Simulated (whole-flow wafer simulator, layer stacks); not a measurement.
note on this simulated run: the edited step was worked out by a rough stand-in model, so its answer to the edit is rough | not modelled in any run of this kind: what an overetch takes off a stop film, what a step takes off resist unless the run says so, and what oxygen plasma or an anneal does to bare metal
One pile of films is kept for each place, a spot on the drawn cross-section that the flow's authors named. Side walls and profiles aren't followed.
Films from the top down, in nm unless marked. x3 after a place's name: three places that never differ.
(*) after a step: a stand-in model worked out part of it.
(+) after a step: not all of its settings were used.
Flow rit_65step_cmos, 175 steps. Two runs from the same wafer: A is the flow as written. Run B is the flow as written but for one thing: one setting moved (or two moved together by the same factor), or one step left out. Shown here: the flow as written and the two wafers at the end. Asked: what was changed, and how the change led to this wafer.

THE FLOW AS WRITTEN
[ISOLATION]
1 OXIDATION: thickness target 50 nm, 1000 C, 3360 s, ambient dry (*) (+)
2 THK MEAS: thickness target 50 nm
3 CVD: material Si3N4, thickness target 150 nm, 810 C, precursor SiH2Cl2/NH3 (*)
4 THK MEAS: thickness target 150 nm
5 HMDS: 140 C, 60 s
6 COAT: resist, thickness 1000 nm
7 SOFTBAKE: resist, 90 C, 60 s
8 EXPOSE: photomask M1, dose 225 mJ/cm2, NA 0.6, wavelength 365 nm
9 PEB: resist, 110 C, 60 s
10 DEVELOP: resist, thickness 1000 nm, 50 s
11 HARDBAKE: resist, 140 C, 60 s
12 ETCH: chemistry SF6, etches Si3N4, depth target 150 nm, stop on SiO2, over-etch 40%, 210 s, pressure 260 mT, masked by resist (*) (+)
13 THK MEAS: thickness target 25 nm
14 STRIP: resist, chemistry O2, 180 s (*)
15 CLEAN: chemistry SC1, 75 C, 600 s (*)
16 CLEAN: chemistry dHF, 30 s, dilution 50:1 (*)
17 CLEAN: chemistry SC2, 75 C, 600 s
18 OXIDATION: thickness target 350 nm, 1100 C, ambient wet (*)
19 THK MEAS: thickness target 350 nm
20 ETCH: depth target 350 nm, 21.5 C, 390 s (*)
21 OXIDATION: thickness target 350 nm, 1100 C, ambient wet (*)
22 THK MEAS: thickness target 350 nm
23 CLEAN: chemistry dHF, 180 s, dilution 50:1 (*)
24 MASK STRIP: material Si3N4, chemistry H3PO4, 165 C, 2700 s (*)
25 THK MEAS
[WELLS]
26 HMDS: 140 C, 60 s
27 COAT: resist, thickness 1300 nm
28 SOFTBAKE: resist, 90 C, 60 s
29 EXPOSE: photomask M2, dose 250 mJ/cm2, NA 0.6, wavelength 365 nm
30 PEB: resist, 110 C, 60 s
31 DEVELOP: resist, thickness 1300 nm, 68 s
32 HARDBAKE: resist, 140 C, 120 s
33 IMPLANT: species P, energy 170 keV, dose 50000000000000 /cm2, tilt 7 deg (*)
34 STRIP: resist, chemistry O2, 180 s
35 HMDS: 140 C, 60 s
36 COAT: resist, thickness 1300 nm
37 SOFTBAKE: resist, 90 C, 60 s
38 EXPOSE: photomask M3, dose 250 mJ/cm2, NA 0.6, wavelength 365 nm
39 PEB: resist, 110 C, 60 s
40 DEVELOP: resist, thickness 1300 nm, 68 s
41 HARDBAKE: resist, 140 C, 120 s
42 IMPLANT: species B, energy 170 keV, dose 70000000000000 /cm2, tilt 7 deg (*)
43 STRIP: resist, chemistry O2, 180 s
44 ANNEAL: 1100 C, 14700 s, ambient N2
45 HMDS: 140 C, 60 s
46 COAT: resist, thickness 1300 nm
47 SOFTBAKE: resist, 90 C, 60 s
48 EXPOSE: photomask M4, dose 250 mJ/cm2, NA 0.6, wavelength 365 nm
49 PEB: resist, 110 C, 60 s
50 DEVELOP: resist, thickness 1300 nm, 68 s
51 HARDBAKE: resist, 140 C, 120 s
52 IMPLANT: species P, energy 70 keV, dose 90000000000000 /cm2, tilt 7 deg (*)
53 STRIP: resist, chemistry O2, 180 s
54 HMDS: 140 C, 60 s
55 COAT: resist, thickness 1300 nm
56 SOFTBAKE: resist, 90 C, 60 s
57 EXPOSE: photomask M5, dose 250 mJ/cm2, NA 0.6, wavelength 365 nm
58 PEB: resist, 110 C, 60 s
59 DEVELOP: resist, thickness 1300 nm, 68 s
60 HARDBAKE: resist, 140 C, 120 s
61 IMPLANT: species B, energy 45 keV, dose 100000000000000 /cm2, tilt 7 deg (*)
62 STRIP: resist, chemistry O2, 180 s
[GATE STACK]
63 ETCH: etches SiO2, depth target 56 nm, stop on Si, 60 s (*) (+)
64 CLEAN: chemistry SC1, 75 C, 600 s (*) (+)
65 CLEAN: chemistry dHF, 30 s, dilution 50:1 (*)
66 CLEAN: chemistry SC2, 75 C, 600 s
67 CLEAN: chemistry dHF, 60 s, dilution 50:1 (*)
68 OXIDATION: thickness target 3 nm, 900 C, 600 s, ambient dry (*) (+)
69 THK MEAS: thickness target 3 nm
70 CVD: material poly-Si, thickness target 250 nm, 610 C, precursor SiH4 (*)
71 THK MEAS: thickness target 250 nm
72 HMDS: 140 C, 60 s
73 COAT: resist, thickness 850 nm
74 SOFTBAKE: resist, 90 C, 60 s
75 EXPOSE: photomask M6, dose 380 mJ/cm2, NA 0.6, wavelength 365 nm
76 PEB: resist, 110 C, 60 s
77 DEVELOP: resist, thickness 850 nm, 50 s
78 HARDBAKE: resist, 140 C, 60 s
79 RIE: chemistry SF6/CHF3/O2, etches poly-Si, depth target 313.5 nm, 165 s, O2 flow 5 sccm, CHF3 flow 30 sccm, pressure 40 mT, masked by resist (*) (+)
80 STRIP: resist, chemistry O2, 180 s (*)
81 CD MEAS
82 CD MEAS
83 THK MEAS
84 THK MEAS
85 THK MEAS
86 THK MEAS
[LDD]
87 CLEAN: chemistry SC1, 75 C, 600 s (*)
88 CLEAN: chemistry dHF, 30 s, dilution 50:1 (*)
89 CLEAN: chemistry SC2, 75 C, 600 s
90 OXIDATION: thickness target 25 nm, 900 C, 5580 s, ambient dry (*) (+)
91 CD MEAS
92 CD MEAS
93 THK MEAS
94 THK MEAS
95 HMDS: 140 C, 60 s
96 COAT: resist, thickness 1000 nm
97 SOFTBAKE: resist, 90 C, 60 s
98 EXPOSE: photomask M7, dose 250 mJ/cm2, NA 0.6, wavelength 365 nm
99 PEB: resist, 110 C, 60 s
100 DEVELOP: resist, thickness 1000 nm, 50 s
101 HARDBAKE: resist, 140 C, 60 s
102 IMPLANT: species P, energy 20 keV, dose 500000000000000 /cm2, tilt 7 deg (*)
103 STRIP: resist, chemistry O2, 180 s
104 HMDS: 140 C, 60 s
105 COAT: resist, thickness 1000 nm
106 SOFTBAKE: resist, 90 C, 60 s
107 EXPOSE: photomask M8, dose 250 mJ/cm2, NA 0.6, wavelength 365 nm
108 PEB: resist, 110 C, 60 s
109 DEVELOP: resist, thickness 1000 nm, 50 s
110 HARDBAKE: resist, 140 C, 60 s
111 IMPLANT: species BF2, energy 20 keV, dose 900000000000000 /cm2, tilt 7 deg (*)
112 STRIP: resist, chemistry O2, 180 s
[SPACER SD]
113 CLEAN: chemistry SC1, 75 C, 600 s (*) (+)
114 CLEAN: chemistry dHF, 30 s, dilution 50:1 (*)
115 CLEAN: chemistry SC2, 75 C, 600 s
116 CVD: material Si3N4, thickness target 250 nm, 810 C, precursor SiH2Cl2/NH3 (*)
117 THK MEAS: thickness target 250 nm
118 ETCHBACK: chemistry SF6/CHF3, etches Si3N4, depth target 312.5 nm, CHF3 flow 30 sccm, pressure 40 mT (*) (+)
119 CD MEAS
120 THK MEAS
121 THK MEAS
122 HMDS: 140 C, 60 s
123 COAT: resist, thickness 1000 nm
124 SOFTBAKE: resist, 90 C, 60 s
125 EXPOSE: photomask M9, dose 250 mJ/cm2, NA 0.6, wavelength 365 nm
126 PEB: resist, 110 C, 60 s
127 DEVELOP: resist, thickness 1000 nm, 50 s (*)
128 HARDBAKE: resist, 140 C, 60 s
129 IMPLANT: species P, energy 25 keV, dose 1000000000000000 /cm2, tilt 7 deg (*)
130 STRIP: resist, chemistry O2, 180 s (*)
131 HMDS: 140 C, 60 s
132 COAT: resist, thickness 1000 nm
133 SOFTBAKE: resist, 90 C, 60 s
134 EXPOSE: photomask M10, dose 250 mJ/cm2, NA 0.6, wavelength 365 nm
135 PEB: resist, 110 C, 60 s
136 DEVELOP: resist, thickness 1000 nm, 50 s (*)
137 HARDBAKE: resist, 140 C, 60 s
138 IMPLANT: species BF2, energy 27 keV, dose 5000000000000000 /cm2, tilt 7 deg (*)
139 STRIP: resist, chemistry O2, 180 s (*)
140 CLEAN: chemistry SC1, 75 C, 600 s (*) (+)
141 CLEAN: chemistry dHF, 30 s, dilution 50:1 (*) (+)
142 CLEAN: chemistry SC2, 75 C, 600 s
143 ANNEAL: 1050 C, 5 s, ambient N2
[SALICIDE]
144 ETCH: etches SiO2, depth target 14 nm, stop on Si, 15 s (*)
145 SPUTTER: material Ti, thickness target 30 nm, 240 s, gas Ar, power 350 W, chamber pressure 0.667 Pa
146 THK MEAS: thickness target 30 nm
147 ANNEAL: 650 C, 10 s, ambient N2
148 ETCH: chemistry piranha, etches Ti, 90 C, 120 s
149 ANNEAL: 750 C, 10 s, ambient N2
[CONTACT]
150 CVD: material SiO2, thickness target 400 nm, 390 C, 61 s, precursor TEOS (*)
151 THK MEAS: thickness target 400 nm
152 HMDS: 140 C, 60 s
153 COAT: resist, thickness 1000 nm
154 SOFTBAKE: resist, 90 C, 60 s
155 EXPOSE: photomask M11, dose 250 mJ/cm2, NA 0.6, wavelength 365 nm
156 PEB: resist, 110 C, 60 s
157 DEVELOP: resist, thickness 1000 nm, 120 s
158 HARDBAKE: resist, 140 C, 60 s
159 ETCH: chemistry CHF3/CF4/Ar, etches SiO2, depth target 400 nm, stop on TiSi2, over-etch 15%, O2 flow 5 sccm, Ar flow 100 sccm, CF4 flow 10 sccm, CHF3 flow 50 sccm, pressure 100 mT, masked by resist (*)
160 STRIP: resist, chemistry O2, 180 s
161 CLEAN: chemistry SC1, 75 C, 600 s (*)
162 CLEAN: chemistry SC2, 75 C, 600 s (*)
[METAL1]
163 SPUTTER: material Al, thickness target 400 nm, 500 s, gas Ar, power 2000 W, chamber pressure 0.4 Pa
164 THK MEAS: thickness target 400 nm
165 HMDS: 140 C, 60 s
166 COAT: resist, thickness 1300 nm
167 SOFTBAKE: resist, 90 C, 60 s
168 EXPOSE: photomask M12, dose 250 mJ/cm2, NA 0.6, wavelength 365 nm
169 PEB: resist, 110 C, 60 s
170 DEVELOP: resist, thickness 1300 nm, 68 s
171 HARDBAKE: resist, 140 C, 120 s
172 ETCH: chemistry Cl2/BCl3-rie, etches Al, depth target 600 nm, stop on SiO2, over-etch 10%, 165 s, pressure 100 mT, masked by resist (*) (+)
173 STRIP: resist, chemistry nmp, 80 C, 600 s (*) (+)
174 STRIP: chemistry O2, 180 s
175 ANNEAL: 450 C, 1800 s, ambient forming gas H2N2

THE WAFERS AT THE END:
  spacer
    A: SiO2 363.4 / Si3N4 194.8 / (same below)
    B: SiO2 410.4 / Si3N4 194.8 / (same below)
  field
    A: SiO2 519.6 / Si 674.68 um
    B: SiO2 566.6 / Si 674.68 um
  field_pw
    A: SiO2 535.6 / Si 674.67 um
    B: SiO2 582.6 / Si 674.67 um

The cause: step 150, CVD: thickness target 447 nm was run, where the flow has thickness target 400 nm; step 150, CVD: 68 s was run, where the flow has 61 s.

How the change led to this, step by step:
  150 CVD: material SiO2, thickness target 400 nm, 390 C, 61 s, precursor TEOS (*)
      field, field_pw, field_nw, field_p: A SiO2 +400 | B SiO2 +447
      spacer, spacer_p: A SiO2 +400 (new film) | B SiO2 +447 (new film)
      (and at 2 more places)
